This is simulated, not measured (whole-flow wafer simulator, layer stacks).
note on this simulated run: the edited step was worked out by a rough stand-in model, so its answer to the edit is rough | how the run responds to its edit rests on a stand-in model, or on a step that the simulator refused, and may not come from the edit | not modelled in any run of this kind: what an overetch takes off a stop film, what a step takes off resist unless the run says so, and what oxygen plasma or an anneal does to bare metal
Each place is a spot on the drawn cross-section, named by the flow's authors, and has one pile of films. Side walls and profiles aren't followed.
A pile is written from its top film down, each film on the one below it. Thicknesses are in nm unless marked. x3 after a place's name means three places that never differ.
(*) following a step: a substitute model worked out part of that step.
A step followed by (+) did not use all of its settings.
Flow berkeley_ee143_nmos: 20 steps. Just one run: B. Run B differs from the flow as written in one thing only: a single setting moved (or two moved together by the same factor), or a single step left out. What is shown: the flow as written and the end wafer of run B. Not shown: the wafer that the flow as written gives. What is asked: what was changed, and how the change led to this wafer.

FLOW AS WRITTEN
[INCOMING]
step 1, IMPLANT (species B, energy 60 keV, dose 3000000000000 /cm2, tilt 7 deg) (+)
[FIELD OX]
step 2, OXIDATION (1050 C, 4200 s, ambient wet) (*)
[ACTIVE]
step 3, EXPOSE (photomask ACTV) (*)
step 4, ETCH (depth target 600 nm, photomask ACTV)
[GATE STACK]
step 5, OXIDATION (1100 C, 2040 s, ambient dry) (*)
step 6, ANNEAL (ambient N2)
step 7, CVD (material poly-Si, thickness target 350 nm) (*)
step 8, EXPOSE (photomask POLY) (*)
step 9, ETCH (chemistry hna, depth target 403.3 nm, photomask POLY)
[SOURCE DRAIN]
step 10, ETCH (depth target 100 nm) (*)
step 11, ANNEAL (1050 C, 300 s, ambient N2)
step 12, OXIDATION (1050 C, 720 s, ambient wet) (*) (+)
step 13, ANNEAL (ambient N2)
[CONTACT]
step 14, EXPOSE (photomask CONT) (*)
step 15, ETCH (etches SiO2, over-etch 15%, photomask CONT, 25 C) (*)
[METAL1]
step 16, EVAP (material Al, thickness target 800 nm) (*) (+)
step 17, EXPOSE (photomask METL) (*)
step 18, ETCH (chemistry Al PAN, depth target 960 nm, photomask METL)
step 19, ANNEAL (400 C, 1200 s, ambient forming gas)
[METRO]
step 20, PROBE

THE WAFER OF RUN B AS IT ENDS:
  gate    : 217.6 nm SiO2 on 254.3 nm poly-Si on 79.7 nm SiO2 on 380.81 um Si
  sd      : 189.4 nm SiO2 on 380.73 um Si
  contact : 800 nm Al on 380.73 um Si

Cause: step 2, OXIDATION: 1890 s was run, whereas the flow has 4200 s.

Step by step, how the change led to this:
  step 2, OXIDATION (1050 C, 4200 s, ambient wet) (*)
      gate, sd, contact, field: +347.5 SiO2 (new film), -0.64 chemical SiO2 (all of it), -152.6 Si (as written it would have been: +566.4 SiO2 (new film), -0.64 chemical SiO2 (all of it), -248.9 Si)
  step 4, ETCH (depth target 600 nm, photomask ACTV)
      gate, sd, contact: -347.5 SiO2 (all of it) (as written it would have been: -566.4 SiO2 (all of it))
  step 5, OXIDATION (1100 C, 2040 s, ambient dry) (*)
      field: +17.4 SiO2, -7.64 Si (as written it would have been: +11.6 SiO2, -5.1 Si)
  step 12, OXIDATION (1050 C, 720 s, ambient wet) (*) (+)
      field: +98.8 SiO2, -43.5 Si (as written it would have been: +69.1 SiO2, -30.4 Si)
